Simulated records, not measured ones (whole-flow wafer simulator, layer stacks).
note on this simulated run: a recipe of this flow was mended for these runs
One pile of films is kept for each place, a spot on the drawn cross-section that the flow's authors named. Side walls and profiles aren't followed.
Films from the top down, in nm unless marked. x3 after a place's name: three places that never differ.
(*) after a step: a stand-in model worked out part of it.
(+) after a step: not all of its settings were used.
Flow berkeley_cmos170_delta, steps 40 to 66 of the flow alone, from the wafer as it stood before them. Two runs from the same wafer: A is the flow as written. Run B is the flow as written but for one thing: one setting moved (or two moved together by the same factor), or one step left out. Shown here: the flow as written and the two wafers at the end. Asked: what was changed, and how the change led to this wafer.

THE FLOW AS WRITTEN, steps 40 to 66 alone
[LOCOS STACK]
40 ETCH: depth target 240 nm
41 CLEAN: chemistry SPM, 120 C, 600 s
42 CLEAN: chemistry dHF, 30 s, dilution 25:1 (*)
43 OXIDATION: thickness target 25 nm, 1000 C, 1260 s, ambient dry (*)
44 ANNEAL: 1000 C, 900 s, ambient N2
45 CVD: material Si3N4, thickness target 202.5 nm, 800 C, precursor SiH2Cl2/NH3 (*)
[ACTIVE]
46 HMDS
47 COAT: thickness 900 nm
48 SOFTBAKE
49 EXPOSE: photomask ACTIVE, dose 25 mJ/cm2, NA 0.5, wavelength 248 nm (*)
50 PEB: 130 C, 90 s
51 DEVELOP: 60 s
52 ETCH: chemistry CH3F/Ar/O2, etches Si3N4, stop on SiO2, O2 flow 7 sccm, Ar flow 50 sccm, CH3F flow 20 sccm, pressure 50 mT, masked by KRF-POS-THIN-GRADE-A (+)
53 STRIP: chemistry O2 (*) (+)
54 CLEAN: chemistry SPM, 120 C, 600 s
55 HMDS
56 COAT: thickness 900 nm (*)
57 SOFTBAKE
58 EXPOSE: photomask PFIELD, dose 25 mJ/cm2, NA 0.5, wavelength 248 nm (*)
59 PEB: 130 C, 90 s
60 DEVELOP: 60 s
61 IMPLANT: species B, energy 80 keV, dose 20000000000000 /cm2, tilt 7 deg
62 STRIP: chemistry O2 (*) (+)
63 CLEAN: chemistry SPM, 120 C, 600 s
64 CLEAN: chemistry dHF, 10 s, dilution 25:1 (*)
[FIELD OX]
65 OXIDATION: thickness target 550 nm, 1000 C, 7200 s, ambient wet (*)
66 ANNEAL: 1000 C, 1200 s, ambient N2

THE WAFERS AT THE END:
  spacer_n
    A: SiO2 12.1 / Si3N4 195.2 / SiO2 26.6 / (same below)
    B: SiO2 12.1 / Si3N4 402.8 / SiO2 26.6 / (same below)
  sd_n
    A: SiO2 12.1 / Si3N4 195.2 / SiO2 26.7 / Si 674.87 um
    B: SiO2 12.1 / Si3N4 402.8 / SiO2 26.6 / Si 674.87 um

The cause: step 45, CVD: thickness target 410.1 nm was run, where the flow has thickness target 202.5 nm.

How the change led to this, step by step:
  45 CVD: material Si3N4, thickness target 202.5 nm, 800 C, precursor SiH2Cl2/NH3 (*)
      field, sd_n, spacer_n and 6 more: A Si3N4 +202.5 (new film) | B Si3N4 +410.1 (new film)
  52 ETCH: chemistry CH3F/Ar/O2, etches Si3N4, stop on SiO2, O2 flow 7 sccm, Ar flow 50 sccm, CH3F flow 20 sccm, pressure 50 mT, masked by KRF-POS-THIN-GRADE-A (+)
      sd_n, spacer_n, gate, sd_p, spacer_p, gate_p, contact, m1: A KrF-resist -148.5 | B KrF-resist -286.9
      field: A Si3N4 -202.5 (all of it), SiO2 -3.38 | B Si3N4 -410.1 (all of it), SiO2 -3.38
  53 STRIP: chemistry O2 (*) (+)
      sd_n, spacer_n, gate, sd_p, spacer_p, gate_p, contact, m1: A KrF-resist -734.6 (all of it) | B KrF-resist -596.2 (all of it)
  56 COAT: thickness 900 nm (*)
      field: A KrF-resist +956.4 (new film) | B KrF-resist +1016 (new film)
      sd_n: A KrF-resist +794.3 (new film) | B KrF-resist +690 (new film)
      (and at 7 more places)
  60 DEVELOP: 60 s
      field: A KrF-resist -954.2 (all of it) | B KrF-resist -1013.7 (all of it)
  62 STRIP: chemistry O2 (*) (+)
      sd_n: A KrF-resist -777.7 (all of it) | B KrF-resist -673.6 (all of it)
      spacer_n: A KrF-resist -807.8 (all of it) | B KrF-resist -738.2 (all of it)
      (and at 6 more places)
  65 OXIDATION: thickness target 550 nm, 1000 C, 7200 s, ambient wet (*)
      sd_n, sd_p: A SiO2 +12.1 (new film), Si3N4 -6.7, SiO2 +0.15, Si -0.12 | B SiO2 +12.1 (new film), Si3N4 -6.7
